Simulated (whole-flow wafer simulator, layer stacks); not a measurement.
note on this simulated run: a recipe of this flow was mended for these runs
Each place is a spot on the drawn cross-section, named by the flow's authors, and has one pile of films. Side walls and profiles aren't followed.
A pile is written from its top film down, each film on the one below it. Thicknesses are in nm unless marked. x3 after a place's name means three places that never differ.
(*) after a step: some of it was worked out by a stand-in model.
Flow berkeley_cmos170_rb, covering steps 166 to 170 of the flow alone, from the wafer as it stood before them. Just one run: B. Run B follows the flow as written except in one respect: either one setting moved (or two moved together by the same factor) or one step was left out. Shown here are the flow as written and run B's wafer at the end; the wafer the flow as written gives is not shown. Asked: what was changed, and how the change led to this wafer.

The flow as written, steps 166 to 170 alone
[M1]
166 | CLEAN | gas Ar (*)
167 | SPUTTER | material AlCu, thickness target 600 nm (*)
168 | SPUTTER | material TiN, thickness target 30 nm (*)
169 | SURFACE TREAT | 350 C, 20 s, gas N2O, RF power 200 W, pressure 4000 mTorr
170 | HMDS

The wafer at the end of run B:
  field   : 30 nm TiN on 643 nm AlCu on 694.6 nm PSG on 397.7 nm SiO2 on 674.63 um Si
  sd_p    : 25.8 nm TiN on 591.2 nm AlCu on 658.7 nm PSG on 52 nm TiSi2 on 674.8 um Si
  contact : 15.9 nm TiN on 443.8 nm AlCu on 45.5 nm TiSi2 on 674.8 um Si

Cause: step 167, SPUTTER: thickness target 643 nm was run, though the flow has thickness target 600 nm.
One can read it off the wafer: field has AlCu 643, and step 167 as written asks for 600 nm.

How this came from the change, step by step:
  167 | SPUTTER | material AlCu, thickness target 600 nm (*)
      field, sd_n, spacer_n, gate, spacer_p, gate_p, m1: +643 AlCu (new film) (in the flow as written it would be: +600 AlCu (new film))
      sd_p: +591.2 AlCu (new film) (in the flow as written it would be: +549.6 AlCu (new film))
      (and at 1 other place as well)
